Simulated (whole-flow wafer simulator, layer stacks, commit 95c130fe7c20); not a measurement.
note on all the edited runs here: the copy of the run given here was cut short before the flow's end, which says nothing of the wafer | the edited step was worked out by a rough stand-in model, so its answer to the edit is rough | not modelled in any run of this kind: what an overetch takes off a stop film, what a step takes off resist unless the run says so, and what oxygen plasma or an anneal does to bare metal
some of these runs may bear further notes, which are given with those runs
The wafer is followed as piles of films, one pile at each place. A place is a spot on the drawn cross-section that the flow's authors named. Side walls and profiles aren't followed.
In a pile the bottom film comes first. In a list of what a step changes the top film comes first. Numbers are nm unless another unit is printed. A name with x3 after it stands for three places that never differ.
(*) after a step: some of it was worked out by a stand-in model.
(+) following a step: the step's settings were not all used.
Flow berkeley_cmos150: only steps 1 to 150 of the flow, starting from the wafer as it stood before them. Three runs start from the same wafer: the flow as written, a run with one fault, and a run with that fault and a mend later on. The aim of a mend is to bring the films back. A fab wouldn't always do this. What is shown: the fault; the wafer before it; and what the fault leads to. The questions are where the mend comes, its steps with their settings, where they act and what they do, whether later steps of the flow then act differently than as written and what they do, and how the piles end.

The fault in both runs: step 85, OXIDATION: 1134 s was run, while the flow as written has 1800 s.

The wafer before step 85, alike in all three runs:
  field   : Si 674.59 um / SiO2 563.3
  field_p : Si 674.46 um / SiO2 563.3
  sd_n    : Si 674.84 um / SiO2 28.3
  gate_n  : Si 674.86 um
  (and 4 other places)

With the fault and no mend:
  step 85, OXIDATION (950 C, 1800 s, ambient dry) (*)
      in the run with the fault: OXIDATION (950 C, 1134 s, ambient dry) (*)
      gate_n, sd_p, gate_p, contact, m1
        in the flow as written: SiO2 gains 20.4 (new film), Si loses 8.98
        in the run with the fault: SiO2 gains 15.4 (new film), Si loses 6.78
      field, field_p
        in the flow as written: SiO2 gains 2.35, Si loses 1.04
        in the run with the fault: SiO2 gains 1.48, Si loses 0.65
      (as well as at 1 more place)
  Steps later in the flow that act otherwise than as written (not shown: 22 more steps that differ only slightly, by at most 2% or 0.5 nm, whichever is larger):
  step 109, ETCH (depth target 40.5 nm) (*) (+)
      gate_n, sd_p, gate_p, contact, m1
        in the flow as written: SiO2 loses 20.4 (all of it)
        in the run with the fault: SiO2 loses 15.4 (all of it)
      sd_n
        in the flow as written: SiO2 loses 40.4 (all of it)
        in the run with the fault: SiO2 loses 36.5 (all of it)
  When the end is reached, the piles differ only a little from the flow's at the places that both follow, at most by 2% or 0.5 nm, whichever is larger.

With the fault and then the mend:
  The mend follows step 94.
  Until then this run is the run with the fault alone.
  step 94a, STRIP (*) (+)
      field_p
        KrF resist loses 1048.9 (all of it)
      sd_p
        KrF resist loses 1274.7 (all of it)
      gate_p
        KrF resist loses 1249.3 (all of it)
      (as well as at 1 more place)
  step 94b, CLEAN (chemistry SPM, 600 s) (the flow's step 77 again)
      leaves every film unchanged at each place that is followed
  step 94c, OXIDATION (950 C, 573 s, ambient dry) (*) (the flow's step 85 again, with other settings)
      gate_n, sd_p, gate_p, contact, m1
        SiO2 gains 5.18, Si loses 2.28
      field, field_p
        SiO2 gains 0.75, Si loses 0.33
      sd_n
        SiO2 gains 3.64, Si loses 1.6
  step 94d, HMDS (the flow's step 88 again)
      leaves every film unchanged at each place that is followed
  step 94e, COAT (KrF resist, thickness 1100 nm) (*) (the flow's step 89 again)
      field
        KrF resist gains 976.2 (new film)
      field_p
        KrF resist gains 1087.8 (new film)
      sd_n
        KrF resist gains 1243.1 (new film)
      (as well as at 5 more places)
  step 94f, SOFTBAKE (KrF resist) (the flow's step 90 again)
      leaves every film unchanged at each place that is followed
  step 94g, EXPOSE (photomask NWELL INV, NA 0.5, wavelength 248 nm) (*) (the flow's step 91 again)
      leaves every film unchanged at each place that is followed
  step 94h, PEB (KrF resist, 110 C, 90 s) (the flow's step 92 again)
      field
        KrF resist loses 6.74
      field_p
        KrF resist loses 7.53
      sd_n
        KrF resist loses 8.63
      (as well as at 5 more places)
  step 94i, DEVELOP (KrF resist, thickness 1100 nm, developer developer-D-0.26N, 45 s) (the flow's step 93 again)
      field_p, sd_p, gate_p, m1
        KrF resist loses 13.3
      field
        KrF resist loses 969.5 (all of it)
      sd_n
        KrF resist loses 1234.4 (all of it)
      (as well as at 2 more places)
  step 94j, HARDBAKE (120 C, 7200 s) (the flow's step 94 again)
      field_p
        KrF resist loses 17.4
      sd_p
        KrF resist loses 21.4
      gate_p
        KrF resist loses 20.9
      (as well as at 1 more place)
  Later steps of the flow that are run all act as written at every place that is followed, up to a difference of at most 2% or 0.5 nm, whichever is larger.
  When the end is reached, the piles differ only a little from the flow's at the places that both follow, at most by 2% or 0.5 nm, whichever is larger.
